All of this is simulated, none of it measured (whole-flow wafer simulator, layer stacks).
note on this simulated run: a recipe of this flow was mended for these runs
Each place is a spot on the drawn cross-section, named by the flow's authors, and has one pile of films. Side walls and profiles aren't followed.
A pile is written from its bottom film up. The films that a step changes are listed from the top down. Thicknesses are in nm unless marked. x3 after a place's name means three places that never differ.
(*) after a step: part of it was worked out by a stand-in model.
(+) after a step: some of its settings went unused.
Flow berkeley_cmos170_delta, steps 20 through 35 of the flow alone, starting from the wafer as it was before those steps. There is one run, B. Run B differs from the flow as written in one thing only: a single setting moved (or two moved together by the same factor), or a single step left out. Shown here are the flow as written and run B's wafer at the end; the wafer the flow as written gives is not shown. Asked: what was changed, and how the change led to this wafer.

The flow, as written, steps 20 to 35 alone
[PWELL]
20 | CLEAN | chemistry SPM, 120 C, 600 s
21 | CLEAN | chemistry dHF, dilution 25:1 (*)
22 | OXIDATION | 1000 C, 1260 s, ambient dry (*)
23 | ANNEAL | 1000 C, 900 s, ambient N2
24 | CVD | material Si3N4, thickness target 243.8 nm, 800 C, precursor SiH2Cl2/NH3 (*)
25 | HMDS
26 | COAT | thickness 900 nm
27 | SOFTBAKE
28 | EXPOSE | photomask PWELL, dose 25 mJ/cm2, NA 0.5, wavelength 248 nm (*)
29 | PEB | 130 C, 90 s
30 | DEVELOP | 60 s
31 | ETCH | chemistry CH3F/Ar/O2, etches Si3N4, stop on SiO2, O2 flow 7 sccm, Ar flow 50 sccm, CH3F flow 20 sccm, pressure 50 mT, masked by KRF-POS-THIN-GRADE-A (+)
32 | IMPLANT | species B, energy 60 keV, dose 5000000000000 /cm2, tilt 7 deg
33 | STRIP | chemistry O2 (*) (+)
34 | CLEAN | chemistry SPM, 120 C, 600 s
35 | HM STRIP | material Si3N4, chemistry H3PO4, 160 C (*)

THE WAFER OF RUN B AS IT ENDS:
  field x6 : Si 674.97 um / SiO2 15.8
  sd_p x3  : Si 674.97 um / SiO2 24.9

Cause: step 35, HM STRIP: 149 C was run, though the flow has 160 C.

The path from the change to this, step by step:
  35 | HM STRIP | material Si3N4, chemistry H3PO4, 160 C (*)
      field x6: -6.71 SiO2 (it would be, as written: -15.5 SiO2)
      sd_p x3: -243.8 Si3N4 (all of it), -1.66 SiO2 (it would be, as written: -243.8 Si3N4 (all of it), -7.62 SiO2)
